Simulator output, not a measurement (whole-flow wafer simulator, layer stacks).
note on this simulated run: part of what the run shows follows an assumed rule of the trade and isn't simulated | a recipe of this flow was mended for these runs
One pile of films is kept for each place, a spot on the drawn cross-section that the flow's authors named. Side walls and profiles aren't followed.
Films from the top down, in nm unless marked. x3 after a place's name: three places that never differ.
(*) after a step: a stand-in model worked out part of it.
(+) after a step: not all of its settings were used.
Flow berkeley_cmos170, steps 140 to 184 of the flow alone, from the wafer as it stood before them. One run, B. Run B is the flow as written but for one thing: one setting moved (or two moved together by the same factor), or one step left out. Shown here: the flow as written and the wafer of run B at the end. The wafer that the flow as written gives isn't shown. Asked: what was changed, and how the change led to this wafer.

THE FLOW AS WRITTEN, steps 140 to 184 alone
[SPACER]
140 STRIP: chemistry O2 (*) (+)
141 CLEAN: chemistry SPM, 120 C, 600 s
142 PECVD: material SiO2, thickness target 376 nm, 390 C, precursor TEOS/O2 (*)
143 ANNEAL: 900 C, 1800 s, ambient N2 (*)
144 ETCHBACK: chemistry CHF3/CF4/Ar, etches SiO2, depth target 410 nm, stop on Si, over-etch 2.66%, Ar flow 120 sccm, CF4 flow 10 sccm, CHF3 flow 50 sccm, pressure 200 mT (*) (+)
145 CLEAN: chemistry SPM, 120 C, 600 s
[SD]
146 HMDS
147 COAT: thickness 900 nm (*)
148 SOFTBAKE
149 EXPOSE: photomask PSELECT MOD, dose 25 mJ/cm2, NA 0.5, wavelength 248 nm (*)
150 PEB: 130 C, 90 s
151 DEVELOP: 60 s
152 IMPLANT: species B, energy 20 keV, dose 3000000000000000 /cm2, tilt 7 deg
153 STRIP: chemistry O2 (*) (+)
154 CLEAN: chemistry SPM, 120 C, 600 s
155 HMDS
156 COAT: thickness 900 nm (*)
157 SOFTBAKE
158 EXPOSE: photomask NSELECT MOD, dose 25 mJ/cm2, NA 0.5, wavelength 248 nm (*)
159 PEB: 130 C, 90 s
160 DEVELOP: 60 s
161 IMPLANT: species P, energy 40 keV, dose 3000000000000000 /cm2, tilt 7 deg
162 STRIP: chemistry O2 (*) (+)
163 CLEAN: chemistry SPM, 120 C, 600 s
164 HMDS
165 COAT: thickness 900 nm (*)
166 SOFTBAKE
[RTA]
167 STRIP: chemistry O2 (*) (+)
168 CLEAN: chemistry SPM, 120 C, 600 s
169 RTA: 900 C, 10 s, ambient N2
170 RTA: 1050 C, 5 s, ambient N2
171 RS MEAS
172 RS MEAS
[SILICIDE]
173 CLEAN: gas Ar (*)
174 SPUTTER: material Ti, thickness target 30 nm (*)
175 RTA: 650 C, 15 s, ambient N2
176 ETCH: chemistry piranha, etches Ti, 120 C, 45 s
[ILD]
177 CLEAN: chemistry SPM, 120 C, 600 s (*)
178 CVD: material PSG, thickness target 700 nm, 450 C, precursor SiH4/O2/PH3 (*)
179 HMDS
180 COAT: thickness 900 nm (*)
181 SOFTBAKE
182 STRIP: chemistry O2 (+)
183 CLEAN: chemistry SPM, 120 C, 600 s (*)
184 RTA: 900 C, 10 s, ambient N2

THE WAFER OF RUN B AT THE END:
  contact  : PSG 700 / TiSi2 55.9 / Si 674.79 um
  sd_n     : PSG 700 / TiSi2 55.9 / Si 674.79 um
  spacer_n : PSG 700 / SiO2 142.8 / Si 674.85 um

The cause: step 142, PECVD: thickness target 341 nm was run, where the flow has thickness target 376 nm.

How the change led to this, step by step:
  142 PECVD: material SiO2, thickness target 376 nm, 390 C, precursor TEOS/O2 (*)
      field, mark, sd_n and 8 more: SiO2 +341 (as written it would be: SiO2 +376)
      gate_n, gate_p: SiO2 +341 (new film) (as written it would be: SiO2 +376 (new film))
  143 ANNEAL: 900 C, 1800 s, ambient N2 (*)
      field, mark, sd_n and 10 more: SiO2 -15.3 (as written it would be: SiO2 -16.9)
  144 ETCHBACK: chemistry CHF3/CF4/Ar, etches SiO2, depth target 410 nm, stop on Si, over-etch 2.66%, Ar flow 120 sccm, CF4 flow 10 sccm, CHF3 flow 50 sccm, pressure 200 mT (*) (+)
      mark, contact, m1, via1, m2, via2: SiO2 -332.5 (all of it), Si -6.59 (as written it would be: SiO2 -366 (all of it), Si -3.55)
      sd_n, sd_p: SiO2 -332.6 (all of it), Si -6.59 (as written it would be: SiO2 -366 (all of it), Si -3.55)
      (and at 2 more places)
  153 STRIP: chemistry O2 (*) (+)
      gate_n: KrF-resist -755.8 (all of it), chemical SiO2 +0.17, poly-Si -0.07 (as written it would be: KrF-resist -771.3 (all of it), chemical SiO2 +0.17, poly-Si -0.07)
  162 STRIP: chemistry O2 (*) (+)
      spacer_p: KrF-resist -814.7 (all of it) (as written it would be: KrF-resist -798.3 (all of it))
  180 COAT: thickness 900 nm (*)
      gate_p: KrF-resist +789.3 (new film) (as written it would be: KrF-resist +805.8 (new film))
  182 STRIP: chemistry O2 (+)
      gate_p: KrF-resist -789.3 (all of it) (as written it would be: KrF-resist -805.8 (all of it))
